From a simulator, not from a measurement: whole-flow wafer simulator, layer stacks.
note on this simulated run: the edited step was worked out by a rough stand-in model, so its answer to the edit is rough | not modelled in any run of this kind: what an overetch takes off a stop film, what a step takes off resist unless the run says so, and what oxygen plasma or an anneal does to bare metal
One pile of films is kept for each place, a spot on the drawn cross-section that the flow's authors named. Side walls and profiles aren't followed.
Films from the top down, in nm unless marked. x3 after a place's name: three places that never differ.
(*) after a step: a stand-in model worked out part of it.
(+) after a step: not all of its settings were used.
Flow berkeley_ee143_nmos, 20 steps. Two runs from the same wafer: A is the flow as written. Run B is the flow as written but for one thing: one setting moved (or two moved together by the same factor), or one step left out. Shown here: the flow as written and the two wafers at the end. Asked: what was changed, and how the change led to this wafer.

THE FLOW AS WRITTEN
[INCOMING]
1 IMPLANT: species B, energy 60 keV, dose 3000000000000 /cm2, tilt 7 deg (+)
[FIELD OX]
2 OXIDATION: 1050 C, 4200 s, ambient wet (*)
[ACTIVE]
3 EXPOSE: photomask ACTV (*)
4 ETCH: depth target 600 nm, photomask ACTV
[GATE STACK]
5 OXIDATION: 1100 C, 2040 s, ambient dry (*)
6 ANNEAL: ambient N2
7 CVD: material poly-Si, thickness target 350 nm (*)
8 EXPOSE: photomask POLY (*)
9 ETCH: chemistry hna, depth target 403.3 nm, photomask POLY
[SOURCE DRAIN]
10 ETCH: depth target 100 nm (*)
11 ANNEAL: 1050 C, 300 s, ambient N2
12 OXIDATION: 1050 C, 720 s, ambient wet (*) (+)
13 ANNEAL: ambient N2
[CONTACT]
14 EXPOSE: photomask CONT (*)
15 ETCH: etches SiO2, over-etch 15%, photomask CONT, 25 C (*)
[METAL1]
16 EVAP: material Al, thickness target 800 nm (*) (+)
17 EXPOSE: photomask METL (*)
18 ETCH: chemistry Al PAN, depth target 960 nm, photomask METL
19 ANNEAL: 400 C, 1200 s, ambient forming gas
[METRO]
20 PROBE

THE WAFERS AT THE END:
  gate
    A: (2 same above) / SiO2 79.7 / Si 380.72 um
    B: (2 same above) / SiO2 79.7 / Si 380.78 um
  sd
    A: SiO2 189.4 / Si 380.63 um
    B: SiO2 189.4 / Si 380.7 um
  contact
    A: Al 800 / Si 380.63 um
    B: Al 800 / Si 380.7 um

The cause: step 2, OXIDATION: 998 C was run, where the flow has 1050 C.

How the change led to this, step by step:
  2 OXIDATION: 1050 C, 4200 s, ambient wet (*)
      gate, sd, contact, field: A SiO2 +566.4 (new film), chemical SiO2 -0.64 (all of it), Si -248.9 | B SiO2 +413.4 (new film), chemical SiO2 -0.64 (all of it), Si -181.6
  4 ETCH: depth target 600 nm, photomask ACTV
      gate, sd, contact: A SiO2 -566.4 (all of it) | B SiO2 -413.4 (all of it)
  5 OXIDATION: 1100 C, 2040 s, ambient dry (*)
      field: A SiO2 +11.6, Si -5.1 | B SiO2 +15.1, Si -6.65
  12 OXIDATION: 1050 C, 720 s, ambient wet (*) (+)
      field: A SiO2 +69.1, Si -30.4 | B SiO2 +87.8, Si -38.6
